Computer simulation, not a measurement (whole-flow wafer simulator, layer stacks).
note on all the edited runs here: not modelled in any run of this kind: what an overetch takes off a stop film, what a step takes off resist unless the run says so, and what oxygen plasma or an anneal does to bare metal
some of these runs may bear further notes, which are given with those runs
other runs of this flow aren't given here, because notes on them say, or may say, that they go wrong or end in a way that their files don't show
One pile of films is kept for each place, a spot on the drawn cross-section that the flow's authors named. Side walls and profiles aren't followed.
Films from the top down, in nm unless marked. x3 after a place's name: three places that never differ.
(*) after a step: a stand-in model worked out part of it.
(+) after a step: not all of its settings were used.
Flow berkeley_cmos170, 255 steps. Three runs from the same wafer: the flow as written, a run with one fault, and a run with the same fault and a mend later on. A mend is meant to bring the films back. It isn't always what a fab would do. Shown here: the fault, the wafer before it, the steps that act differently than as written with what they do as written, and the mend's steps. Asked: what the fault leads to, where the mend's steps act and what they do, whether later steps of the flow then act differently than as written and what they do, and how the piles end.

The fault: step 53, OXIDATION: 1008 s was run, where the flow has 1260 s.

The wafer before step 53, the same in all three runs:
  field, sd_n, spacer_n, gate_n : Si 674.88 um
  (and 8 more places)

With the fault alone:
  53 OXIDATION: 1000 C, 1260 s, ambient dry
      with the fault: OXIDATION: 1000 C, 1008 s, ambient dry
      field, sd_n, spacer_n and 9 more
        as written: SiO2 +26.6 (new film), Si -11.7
        with the fault: SiO2 +23.6 (new film), Si -10.4
  Later steps of the flow that act differently than as written (45 more steps differ only slightly, by at most 2% or 0.5 nm, whichever is larger, and aren't shown):
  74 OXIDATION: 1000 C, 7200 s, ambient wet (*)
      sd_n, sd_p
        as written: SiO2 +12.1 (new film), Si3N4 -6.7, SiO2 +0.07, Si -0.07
        with the fault: SiO2 +12.1 (new film), Si3N4 -6.7
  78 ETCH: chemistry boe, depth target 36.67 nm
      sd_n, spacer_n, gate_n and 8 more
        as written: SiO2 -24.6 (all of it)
        with the fault: SiO2 -21.6 (all of it)
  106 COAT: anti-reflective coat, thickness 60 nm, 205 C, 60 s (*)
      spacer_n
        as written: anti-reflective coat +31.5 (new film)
        with the fault: anti-reflective coat +32.3 (new film)
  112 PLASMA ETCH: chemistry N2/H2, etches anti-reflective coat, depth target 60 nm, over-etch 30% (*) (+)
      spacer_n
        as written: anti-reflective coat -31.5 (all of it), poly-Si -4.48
        with the fault: anti-reflective coat -32.3 (all of it), poly-Si -4.39
  At the end the piles differ from the flow's only slightly at the places that both follow, by at most 2% or 0.5 nm, whichever is larger.

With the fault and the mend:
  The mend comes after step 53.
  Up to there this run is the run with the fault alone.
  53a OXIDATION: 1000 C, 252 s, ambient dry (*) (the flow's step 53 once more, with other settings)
      field, sd_n, spacer_n and 9 more
        SiO2 +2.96, Si -1.3
  No later step of the flow acts differently than as written at any place that is followed.
  At the end the piles are the same as the flow's at every place that both follow.
